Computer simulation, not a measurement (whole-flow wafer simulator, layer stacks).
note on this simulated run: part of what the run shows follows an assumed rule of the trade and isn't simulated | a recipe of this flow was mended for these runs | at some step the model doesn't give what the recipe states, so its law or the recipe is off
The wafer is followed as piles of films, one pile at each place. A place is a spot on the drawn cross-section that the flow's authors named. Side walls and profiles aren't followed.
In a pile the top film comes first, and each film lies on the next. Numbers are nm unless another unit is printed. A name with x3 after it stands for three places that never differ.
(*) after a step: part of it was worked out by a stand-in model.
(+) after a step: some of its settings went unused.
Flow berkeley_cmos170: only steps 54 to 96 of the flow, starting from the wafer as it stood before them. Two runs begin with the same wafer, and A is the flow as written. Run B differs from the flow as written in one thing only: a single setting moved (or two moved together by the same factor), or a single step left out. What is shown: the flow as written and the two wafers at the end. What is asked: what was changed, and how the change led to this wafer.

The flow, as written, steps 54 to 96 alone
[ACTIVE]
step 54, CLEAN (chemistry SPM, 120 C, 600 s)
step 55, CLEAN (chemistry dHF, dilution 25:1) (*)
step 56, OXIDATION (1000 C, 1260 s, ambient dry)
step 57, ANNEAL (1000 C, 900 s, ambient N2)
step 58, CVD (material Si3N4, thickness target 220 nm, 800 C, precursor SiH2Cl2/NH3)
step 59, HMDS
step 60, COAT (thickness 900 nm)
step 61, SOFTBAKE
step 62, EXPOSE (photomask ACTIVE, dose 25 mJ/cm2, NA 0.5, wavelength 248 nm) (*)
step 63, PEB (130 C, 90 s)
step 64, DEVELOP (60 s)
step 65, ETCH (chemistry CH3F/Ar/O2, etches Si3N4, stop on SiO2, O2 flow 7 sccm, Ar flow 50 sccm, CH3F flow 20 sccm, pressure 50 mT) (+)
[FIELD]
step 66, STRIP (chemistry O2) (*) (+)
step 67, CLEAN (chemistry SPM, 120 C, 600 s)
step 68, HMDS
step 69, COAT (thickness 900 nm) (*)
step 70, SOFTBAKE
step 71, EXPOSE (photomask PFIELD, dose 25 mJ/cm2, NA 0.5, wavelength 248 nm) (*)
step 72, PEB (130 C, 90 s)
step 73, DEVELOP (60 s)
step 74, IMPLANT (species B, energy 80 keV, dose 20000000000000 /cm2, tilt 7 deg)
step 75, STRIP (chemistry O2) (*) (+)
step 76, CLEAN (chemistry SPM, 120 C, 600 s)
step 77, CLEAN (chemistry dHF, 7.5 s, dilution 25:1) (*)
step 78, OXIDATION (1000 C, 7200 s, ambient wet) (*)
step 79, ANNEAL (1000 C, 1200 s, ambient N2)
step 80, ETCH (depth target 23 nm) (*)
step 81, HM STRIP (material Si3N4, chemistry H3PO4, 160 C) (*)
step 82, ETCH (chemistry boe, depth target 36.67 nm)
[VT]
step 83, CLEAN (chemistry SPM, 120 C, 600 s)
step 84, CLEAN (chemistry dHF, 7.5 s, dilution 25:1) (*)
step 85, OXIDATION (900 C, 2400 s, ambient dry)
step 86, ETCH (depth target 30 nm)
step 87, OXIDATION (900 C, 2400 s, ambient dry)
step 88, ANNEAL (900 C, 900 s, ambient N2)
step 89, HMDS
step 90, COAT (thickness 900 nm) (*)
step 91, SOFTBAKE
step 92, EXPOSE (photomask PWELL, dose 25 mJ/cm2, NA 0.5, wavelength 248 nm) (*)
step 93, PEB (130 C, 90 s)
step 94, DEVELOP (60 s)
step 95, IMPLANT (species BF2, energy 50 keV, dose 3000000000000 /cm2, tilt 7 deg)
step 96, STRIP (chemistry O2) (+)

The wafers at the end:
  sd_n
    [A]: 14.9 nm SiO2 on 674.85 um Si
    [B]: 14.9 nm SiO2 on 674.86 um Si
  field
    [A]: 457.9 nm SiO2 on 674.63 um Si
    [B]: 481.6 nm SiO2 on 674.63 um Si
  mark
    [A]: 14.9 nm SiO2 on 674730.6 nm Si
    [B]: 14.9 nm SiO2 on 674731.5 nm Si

What caused this: step 82, ETCH: depth target 12.83 nm was run, while the flow as written has depth target 36.67 nm.

Step by step, how the change led to this:
  step 82, ETCH (chemistry boe, depth target 36.67 nm)
      mark, sd_n, spacer_n and 9 more: A -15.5 SiO2 (all of it) | B -12.8 SiO2
      field: A -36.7 SiO2 | B -12.8 SiO2
  step 83, CLEAN (chemistry SPM, 120 C, 600 s)
      mark, sd_n, spacer_n and 9 more: A +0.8 chemical SiO2 (new film), -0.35 Si | B nothing
  step 84, CLEAN (chemistry dHF, 7.5 s, dilution 25:1) (*)
      mark, sd_n, spacer_n and 9 more: A -0.8 chemical SiO2 (all of it) | B -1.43 SiO2
  step 85, OXIDATION (900 C, 2400 s, ambient dry)
      mark, spacer_n, gate_n and 7 more: A +14.9 SiO2 (new film), -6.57 Si | B +13.7 SiO2, -6.05 Si
      sd_n, sd_p: A +14.9 SiO2 (new film), -6.57 Si | B +13.7 SiO2, -6.02 Si
